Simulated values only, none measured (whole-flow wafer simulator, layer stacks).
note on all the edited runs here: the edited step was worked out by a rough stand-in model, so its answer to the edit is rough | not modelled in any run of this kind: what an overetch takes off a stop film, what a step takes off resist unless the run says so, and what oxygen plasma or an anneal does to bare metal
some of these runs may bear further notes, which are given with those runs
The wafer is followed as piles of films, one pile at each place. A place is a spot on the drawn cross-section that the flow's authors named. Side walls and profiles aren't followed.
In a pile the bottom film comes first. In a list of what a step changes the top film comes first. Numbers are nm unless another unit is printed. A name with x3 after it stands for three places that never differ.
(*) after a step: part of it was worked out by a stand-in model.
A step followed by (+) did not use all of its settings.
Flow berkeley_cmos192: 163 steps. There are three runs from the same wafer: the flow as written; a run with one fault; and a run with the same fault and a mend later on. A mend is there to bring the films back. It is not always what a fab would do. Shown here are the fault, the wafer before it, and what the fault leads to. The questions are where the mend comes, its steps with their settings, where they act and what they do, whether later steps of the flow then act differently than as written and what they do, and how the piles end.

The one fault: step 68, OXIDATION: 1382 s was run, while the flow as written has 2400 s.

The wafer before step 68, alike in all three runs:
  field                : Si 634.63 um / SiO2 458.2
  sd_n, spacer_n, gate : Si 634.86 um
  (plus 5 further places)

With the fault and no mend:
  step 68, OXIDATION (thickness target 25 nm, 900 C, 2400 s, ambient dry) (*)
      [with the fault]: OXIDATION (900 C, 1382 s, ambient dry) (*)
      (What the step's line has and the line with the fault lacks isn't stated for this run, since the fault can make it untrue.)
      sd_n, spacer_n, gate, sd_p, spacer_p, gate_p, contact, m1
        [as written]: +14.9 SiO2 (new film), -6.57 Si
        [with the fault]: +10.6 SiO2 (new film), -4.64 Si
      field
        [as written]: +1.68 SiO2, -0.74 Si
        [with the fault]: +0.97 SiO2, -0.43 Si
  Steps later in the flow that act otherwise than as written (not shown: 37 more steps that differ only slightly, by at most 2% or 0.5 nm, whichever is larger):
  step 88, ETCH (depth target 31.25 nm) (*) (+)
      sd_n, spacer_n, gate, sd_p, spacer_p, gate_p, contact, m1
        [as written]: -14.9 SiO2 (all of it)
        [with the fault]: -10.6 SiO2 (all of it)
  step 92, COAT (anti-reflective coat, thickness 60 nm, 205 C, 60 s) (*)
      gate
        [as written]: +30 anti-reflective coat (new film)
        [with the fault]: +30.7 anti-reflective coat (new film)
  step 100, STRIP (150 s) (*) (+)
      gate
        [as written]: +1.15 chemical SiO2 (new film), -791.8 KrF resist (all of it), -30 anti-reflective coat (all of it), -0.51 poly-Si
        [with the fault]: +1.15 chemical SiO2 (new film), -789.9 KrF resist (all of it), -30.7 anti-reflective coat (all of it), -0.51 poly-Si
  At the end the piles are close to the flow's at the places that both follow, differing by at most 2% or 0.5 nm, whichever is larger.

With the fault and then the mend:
  The mend stands after step 69.
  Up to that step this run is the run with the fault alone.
  step 69a, OXIDATION (900 C, 990 s, ambient dry) (*) (the flow's step 68, run once more with other settings)
      sd_n, spacer_n, gate, sd_p, spacer_p, gate_p, contact, m1
        +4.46 SiO2, -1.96 Si
      field
        +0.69 SiO2, -0.3 Si
  Every later step of the flow that is run acts as written, at every place that is followed, to within 2% or 0.5 nm, whichever is larger.
  By the end, the piles equal the flow's at every place that both follow.
